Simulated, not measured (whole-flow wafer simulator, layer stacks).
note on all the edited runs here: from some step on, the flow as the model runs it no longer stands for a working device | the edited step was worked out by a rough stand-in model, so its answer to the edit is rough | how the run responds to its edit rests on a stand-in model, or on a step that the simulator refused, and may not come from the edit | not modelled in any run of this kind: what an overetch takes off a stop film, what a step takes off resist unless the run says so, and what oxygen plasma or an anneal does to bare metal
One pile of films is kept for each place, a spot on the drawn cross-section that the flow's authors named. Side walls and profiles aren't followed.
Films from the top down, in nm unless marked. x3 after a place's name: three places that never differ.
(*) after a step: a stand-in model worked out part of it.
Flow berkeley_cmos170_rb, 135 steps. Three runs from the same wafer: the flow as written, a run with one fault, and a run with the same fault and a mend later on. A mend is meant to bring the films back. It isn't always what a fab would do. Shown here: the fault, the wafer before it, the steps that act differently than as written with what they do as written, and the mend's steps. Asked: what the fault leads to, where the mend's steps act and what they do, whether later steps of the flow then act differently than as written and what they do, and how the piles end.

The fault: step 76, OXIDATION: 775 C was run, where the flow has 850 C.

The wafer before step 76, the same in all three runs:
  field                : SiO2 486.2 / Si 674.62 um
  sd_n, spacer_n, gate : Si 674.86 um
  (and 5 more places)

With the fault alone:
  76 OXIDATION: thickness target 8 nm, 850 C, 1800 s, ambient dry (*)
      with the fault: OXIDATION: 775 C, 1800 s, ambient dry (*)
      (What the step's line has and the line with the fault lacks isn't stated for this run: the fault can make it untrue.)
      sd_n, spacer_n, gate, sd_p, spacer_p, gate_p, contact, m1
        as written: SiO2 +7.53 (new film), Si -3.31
        with the fault: SiO2 +3.66 (new film), Si -1.61
  No later step of the flow acts differently than as written, at any place that is followed, by more than 2% or 0.5 nm, whichever is larger.
  At the end the piles differ from the flow's by more than 2% or 0.5 nm, whichever is larger, at gate, gate_p.
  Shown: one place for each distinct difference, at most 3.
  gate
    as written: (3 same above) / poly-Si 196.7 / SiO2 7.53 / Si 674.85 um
    with the fault: (3 same above) / poly-Si 196.7 / SiO2 3.66 / Si 674.85 um

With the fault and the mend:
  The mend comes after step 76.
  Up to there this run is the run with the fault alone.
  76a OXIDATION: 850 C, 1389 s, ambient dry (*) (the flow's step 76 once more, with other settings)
      sd_n, spacer_n, gate, sd_p, spacer_p, gate_p, contact, m1
        SiO2 +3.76, Si -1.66
      field
        SiO2 +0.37, Si -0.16
  No later step of the flow acts differently than as written, at any place that is followed, by more than 2% or 0.5 nm, whichever is larger.
  At the end the piles differ from the flow's only slightly at the places that both follow, by at most 2% or 0.5 nm, whichever is larger.
